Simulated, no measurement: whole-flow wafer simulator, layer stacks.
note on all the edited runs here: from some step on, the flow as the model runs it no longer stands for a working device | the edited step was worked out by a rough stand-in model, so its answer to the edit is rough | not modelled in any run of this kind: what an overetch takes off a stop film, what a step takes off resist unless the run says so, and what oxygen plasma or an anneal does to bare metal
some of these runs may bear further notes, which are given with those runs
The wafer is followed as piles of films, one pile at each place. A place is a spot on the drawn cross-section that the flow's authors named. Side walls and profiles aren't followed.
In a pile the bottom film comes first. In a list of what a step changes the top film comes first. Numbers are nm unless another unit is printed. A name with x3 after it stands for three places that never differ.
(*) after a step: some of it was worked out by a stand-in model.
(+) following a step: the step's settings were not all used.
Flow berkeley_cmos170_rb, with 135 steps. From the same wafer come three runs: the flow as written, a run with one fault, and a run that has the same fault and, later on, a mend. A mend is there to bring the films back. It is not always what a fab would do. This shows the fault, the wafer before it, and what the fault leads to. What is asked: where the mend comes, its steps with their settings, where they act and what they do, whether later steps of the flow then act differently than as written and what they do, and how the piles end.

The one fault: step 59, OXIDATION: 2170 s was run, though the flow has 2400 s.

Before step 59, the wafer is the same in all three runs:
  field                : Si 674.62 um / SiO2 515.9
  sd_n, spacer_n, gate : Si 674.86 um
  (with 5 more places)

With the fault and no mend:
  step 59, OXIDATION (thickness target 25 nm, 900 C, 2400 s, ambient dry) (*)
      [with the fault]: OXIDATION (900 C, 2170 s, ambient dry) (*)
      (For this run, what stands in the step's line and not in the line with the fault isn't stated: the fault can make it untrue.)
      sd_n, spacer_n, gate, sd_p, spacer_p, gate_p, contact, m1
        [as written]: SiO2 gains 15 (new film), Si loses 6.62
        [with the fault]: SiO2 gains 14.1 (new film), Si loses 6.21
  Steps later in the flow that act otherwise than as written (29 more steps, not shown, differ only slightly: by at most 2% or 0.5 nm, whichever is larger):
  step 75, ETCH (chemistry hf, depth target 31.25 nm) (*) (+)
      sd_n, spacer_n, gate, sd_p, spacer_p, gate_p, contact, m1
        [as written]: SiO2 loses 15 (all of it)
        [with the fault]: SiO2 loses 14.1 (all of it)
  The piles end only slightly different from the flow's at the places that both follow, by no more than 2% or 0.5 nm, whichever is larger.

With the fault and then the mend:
  The mend follows step 64.
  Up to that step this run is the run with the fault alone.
  step 64a, STRIP (*) (+)
      sd_p
        KrF resist loses 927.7 (all of it)
      spacer_p
        KrF resist loses 911.1 (all of it)
      gate_p
        KrF resist loses 910.2 (all of it)
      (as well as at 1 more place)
  step 64b, CLEAN (*) (the flow's step 51, run once more)
      leaves every film unchanged at each place that is followed
  step 64c, OXIDATION (900 C, 230 s, ambient dry) (*) (the flow's step 59, run once more with other settings)
      sd_n, spacer_n, gate, sd_p, spacer_p, gate_p, contact, m1
        SiO2 gains 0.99, Si loses 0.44
      field
        SiO2 gains 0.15, Si loses 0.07
  step 64d, COAT (KrF resist, thickness 900 nm) (*) (the flow's step 61, run once more)
      field
        KrF resist gains 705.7 (new film)
      sd_n
        KrF resist gains 957.4 (new film)
      spacer_n
        KrF resist gains 924.9 (new film)
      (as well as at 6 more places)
  step 64e, EXPOSE (photomask PWELL) (the flow's step 62, run once more)
      leaves every film unchanged at each place that is followed
  step 64f, PEB (130 C, 60 s) (*) (the flow's step 63, run once more)
      leaves every film unchanged at each place that is followed
  step 64g, DEVELOP (developer developer-D-0.26N, 45 s) (the flow's step 64, run once more)
      sd_p, spacer_p, gate_p, m1
        KrF resist loses 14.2
      field
        KrF resist loses 705.7 (all of it)
      sd_n
        KrF resist loses 957.4 (all of it)
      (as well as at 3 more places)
  None of the later steps of the flow differs from how it acts as written, at any place that is followed, by more than 2% or 0.5 nm, whichever is larger.
  The piles end only slightly different from the flow's at the places that both follow, by no more than 2% or 0.5 nm, whichever is larger.
